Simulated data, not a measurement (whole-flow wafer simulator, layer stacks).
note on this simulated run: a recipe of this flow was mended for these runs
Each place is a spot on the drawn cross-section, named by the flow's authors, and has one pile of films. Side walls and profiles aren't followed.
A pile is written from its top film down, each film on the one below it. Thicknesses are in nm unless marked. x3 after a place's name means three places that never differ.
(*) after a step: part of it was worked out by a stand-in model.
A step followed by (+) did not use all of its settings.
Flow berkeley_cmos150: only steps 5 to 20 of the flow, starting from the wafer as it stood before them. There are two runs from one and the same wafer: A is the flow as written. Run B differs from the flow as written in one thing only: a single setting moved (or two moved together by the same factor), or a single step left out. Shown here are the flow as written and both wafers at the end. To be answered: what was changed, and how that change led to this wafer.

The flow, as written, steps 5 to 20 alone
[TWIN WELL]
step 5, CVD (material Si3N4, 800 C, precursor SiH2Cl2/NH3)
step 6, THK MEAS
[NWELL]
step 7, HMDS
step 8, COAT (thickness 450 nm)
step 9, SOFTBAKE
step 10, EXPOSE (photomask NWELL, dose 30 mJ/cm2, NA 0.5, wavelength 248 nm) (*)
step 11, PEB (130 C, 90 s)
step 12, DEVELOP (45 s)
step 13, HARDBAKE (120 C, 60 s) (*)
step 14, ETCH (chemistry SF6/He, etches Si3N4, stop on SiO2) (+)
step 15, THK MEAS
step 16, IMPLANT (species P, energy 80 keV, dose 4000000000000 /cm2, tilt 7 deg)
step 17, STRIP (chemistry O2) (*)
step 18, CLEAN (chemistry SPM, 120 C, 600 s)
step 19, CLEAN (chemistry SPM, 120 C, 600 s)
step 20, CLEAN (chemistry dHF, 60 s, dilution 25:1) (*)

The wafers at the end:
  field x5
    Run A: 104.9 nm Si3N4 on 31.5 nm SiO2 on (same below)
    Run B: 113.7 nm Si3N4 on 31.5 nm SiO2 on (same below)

What caused this: step 5, CVD: 808 C was run, though the flow has 800 C.

Step by step, how the change led to this:
  step 5, CVD (material Si3N4, 800 C, precursor SiH2Cl2/NH3)
      field x5, field_p x3: A Si3N4 gains 106 (new film) | B Si3N4 gains 114.8 (new film)
  step 14, ETCH (chemistry SF6/He, etches Si3N4, stop on SiO2) (+)
      field x5: A KrF-resist loses 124 | B KrF-resist loses 133.5
      field_p x3: A Si3N4 loses 106 (all of it), SiO2 loses 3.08 | B Si3N4 loses 114.8 (all of it), SiO2 loses 3.08
  step 17, STRIP (chemistry O2) (*)
      field x5: A KrF-resist loses 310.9 (all of it) | B KrF-resist loses 301.3 (all of it)
